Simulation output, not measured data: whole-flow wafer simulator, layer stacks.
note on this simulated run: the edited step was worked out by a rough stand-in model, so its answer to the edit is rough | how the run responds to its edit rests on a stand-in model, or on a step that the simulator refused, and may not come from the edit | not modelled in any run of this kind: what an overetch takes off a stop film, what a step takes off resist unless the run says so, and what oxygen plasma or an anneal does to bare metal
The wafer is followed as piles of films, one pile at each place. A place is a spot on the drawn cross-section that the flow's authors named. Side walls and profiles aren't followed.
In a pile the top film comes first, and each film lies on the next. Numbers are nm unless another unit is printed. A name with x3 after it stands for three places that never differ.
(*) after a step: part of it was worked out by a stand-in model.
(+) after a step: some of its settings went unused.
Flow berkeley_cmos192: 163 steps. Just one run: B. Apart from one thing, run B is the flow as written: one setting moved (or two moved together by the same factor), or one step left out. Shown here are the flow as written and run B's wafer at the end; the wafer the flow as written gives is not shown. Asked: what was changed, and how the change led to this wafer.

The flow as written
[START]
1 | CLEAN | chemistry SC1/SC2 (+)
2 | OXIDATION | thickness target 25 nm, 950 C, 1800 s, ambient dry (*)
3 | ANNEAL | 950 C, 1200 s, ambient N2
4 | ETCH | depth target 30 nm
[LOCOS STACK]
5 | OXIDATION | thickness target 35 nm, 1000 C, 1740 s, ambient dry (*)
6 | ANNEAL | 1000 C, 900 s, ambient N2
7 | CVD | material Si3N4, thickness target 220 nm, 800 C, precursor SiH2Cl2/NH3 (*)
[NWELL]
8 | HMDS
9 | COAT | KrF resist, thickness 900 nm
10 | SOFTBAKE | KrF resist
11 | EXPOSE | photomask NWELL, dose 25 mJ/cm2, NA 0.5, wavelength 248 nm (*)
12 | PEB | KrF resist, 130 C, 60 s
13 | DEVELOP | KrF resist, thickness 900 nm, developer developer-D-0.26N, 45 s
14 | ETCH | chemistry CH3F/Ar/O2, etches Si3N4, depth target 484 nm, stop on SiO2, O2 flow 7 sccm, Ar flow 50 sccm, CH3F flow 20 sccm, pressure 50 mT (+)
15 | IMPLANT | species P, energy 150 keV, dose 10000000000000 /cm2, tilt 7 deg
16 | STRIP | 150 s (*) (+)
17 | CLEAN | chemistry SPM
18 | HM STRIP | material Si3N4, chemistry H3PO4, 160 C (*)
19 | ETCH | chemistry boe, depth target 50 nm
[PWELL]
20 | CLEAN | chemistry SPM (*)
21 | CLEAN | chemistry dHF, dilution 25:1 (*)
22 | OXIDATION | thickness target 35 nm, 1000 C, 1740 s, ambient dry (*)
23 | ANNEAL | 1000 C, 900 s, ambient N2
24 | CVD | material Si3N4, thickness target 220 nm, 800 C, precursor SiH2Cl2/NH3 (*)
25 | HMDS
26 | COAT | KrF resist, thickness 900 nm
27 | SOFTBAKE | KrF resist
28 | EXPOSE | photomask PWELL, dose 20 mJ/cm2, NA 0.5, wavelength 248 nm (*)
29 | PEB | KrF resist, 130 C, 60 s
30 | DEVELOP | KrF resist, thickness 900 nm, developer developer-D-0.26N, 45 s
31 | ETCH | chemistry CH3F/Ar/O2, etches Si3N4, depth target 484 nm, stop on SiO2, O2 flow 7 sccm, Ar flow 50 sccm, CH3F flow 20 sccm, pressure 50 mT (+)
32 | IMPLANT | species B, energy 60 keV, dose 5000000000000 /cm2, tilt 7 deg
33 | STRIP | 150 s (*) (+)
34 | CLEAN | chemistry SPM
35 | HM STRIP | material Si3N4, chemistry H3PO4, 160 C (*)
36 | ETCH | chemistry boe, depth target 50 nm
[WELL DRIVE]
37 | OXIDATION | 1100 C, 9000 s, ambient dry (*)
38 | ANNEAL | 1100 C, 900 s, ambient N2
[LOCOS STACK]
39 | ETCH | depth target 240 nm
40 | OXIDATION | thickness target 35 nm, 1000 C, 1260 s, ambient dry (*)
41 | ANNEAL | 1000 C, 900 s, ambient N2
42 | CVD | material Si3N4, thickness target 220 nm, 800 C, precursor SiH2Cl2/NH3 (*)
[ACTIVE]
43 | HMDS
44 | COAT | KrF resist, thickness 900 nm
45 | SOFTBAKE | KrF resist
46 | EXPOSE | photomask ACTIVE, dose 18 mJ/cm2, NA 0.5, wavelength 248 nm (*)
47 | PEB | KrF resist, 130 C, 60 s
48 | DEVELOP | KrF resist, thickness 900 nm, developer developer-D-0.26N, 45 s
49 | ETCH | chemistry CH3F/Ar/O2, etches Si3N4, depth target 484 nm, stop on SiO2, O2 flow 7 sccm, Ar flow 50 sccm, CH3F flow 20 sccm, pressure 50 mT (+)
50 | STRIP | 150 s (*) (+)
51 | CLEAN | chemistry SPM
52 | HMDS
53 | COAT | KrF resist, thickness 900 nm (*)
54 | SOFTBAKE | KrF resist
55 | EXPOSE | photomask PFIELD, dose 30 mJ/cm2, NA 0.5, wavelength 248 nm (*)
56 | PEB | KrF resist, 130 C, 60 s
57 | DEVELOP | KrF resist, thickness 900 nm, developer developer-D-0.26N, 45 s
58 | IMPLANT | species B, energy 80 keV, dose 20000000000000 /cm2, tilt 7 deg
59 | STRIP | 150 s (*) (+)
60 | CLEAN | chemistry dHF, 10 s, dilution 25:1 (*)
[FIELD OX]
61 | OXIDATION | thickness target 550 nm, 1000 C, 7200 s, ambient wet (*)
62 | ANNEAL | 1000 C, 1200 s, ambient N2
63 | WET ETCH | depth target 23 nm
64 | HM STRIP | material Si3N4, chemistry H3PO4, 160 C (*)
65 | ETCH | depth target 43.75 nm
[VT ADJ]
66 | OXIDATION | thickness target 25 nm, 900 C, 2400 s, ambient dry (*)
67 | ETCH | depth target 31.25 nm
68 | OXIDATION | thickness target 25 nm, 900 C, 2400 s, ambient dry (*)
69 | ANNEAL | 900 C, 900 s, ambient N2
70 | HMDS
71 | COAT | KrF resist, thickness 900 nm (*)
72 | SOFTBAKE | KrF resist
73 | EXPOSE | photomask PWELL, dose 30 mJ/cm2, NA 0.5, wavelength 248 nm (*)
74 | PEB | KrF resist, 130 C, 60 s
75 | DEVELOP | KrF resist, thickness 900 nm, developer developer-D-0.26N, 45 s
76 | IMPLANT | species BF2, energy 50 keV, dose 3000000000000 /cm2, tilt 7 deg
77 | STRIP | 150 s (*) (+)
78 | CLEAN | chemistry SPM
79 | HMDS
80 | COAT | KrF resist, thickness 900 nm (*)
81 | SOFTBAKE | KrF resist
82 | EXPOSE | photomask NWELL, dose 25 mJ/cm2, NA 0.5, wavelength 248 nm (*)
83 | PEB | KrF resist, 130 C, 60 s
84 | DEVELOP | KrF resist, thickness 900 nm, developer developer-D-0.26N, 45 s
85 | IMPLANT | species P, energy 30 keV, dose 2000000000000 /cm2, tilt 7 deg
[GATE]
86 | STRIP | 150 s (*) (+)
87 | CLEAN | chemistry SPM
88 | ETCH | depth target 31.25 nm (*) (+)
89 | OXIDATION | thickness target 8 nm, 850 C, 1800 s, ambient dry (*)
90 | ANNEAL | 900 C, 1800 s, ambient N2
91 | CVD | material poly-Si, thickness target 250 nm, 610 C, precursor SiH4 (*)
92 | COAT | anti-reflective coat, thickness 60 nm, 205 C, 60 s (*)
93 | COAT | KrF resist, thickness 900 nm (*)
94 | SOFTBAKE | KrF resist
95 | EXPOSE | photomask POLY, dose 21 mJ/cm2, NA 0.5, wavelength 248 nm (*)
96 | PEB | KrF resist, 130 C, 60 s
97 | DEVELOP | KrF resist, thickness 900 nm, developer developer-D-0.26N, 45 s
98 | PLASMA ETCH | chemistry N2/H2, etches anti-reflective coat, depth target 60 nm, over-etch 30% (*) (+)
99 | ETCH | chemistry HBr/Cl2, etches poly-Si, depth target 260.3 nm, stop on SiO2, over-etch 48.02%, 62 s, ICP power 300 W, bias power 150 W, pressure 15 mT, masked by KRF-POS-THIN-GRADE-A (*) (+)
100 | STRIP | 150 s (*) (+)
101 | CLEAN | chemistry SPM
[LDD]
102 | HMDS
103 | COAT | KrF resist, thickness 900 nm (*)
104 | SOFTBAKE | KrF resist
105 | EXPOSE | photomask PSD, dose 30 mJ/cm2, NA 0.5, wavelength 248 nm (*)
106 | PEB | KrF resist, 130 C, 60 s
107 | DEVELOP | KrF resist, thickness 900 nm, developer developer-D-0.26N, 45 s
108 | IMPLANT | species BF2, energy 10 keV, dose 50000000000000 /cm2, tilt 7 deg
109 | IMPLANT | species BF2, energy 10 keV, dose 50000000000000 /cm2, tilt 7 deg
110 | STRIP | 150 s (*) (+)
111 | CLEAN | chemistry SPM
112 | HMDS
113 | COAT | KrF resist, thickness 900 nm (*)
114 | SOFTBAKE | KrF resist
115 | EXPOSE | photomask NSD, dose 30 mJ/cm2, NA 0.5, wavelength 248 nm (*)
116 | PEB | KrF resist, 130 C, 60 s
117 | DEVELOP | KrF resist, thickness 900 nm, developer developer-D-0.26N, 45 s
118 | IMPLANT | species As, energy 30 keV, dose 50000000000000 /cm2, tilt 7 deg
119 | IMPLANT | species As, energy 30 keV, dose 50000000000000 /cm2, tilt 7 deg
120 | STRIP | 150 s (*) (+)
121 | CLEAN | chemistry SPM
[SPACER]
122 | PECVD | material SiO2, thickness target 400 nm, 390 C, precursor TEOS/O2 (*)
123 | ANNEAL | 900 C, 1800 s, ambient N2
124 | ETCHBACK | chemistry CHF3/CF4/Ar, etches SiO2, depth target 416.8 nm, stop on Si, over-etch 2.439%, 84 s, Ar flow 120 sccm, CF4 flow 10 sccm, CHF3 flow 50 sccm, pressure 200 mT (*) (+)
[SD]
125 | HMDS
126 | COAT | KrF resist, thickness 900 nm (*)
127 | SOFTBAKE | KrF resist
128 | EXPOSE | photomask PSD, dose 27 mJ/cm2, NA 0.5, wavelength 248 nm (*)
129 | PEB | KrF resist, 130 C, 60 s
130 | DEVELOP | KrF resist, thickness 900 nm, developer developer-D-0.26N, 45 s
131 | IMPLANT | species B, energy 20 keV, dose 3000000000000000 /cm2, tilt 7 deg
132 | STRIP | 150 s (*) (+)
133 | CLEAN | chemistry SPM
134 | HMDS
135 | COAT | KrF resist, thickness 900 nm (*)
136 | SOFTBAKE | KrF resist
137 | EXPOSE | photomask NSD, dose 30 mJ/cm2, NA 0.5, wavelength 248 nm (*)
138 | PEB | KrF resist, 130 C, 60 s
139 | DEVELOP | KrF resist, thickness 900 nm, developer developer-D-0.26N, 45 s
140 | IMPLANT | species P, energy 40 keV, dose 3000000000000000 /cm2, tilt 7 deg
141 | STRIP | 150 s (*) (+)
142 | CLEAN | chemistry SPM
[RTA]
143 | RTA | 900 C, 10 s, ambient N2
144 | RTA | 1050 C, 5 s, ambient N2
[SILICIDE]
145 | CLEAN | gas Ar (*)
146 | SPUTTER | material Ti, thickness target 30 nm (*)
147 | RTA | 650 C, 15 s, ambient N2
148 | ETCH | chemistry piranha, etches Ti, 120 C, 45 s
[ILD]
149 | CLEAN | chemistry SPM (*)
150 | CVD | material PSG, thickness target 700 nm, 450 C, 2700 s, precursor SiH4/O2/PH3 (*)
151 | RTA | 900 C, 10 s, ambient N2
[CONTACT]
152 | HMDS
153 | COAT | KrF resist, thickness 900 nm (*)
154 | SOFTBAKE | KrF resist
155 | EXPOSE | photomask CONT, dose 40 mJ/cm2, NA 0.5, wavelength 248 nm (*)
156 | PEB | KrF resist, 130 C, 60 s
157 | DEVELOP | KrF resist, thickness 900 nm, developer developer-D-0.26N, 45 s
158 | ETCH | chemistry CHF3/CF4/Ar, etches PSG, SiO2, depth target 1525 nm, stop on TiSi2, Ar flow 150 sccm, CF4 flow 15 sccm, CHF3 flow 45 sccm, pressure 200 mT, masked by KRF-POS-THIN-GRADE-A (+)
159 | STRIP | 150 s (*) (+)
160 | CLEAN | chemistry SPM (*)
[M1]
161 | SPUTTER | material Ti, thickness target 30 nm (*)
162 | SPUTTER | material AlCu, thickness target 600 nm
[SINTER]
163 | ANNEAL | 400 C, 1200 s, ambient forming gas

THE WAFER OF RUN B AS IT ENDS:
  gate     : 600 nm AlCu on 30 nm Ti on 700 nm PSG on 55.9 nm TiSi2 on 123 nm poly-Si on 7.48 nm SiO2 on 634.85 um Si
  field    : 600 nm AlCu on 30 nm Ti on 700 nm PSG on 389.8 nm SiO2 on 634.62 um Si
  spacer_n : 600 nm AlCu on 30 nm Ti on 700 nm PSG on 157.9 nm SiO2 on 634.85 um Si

The reason: step 91, CVD: thickness target 182 nm was run, while the flow as written has thickness target 250 nm.

How this came from the change, step by step:
  91 | CVD | material poly-Si, thickness target 250 nm, 610 C, precursor SiH4 (*)
      field, sd_n, spacer_n and 6 more: poly-Si gains 182 (new film) (it would be, as written: poly-Si gains 250 (new film))
  99 | ETCH | chemistry HBr/Cl2, etches poly-Si, depth target 260.3 nm, stop on SiO2, over-etch 48.02%, 62 s, ICP power 300 W, bias power 150 W, pressure 15 mT, masked by KRF-POS-THIN-GRADE-A (*) (+)
      field, spacer_n, spacer_p: poly-Si loses 177.8 (all of it), SiO2 loses 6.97 (it would be, as written: poly-Si loses 245.8 (all of it), SiO2 loses 1.74)
      sd_n: poly-Si loses 180.8 (all of it), SiO2 loses 6.74 (it would be, as written: poly-Si loses 248.8 (all of it), SiO2 loses 1.51)
      (also at 3 further places)
  103 | COAT | KrF resist, thickness 900 nm (*)
      gate: KrF resist gains 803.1 (new film) (it would be, as written: KrF resist gains 748 (new film))
      gate_p: KrF resist gains 799.2 (new film) (it would be, as written: KrF resist gains 744.1 (new film))
  107 | DEVELOP | KrF resist, thickness 900 nm, developer developer-D-0.26N, 45 s
      gate_p: KrF resist loses 797.9 (all of it) (it would be, as written: KrF resist loses 742.9 (all of it))
  110 | STRIP | 150 s (*) (+)
      gate: KrF resist loses 787.7 (all of it), chemical SiO2 gains 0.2, poly-Si loses 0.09 (it would be, as written: KrF resist loses 732.7 (all of it), chemical SiO2 gains 0.2, poly-Si loses 0.09)
  113 | COAT | KrF resist, thickness 900 nm (*)
      gate: KrF resist gains 802.5 (new film) (it would be, as written: KrF resist gains 747.9 (new film))
      gate_p: KrF resist gains 798.4 (new film) (it would be, as written: KrF resist gains 743.9 (new film))
  117 | DEVELOP | KrF resist, thickness 900 nm, developer developer-D-0.26N, 45 s
      gate: KrF resist loses 801.2 (all of it) (it would be, as written: KrF resist loses 746.8 (all of it))
  120 | STRIP | 150 s (*) (+)
      gate_p: KrF resist loses 783 (all of it), chemical SiO2 gains 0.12, poly-Si loses 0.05 (it would be, as written: KrF resist loses 728.6 (all of it), chemical SiO2 gains 0.12, poly-Si loses 0.05)
  124 | ETCHBACK | chemistry CHF3/CF4/Ar, etches SiO2, depth target 416.8 nm, stop on Si, over-etch 2.439%, 84 s, Ar flow 120 sccm, CF4 flow 10 sccm, CHF3 flow 50 sccm, pressure 200 mT (*) (+)
      spacer_n: SiO2 loses 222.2 (it would be, as written: SiO2 loses 160)
      spacer_p: SiO2 loses 223.3 (it would be, as written: SiO2 loses 159.9)
  126 | COAT | KrF resist, thickness 900 nm (*)
      spacer_n: KrF resist gains 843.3 (new film) (it would be, as written: KrF resist gains 791.6 (new film))
      gate: KrF resist gains 821.9 (new film) (it would be, as written: KrF resist gains 771.5 (new film))
      (also at 2 further places)
  130 | DEVELOP | KrF resist, thickness 900 nm, developer developer-D-0.26N, 45 s
      spacer_p: KrF resist loses 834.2 (all of it) (it would be, as written: KrF resist loses 784.6 (all of it))
      gate_p: KrF resist loses 812.8 (all of it) (it would be, as written: KrF resist loses 764.3 (all of it))
  132 | STRIP | 150 s (*) (+)
      spacer_n: KrF resist loses 827.8 (all of it) (it would be, as written: KrF resist loses 776.1 (all of it))
      gate: chemical SiO2 gains 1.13 (new film), KrF resist loses 806.4 (all of it), poly-Si loses 0.5 (it would be, as written: chemical SiO2 gains 1.13 (new film), KrF resist loses 756.1 (all of it), poly-Si loses 0.5)
  135 | COAT | KrF resist, thickness 900 nm (*)
      spacer_n: KrF resist gains 843.6 (new film) (it would be, as written: KrF resist gains 791.1 (new film))
      gate: KrF resist gains 821.6 (new film) (it would be, as written: KrF resist gains 770.3 (new film))
      (also at 2 further places)
  139 | DEVELOP | KrF resist, thickness 900 nm, developer developer-D-0.26N, 45 s
      spacer_n: KrF resist loses 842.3 (all of it) (it would be, as written: KrF resist loses 789.9 (all of it))
      gate: KrF resist loses 820.3 (all of it) (it would be, as written: KrF resist loses 769.1 (all of it))
  141 | STRIP | 150 s (*) (+)
      spacer_p: KrF resist loses 820.4 (all of it) (it would be, as written: KrF resist loses 770.2 (all of it))
      gate_p: KrF resist loses 798.2 (all of it), chemical SiO2 gains 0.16 (it would be, as written: KrF resist loses 749.1 (all of it), chemical SiO2 gains 0.16)
  153 | COAT | KrF resist, thickness 900 nm (*)
      spacer_n: KrF resist gains 866.6 (new film) (it would be, as written: KrF resist gains 829.8 (new film))
      gate: KrF resist gains 842.8 (new film) (it would be, as written: KrF resist gains 809.7 (new film))
      (also at 3 further places)
  159 | STRIP | 150 s (*) (+)
      spacer_n: KrF resist loses 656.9 (all of it) (it would be, as written: KrF resist loses 620.3 (all of it))
      gate: KrF resist loses 633.2 (all of it) (it would be, as written: KrF resist loses 600.1 (all of it))
      (also at 3 further places)
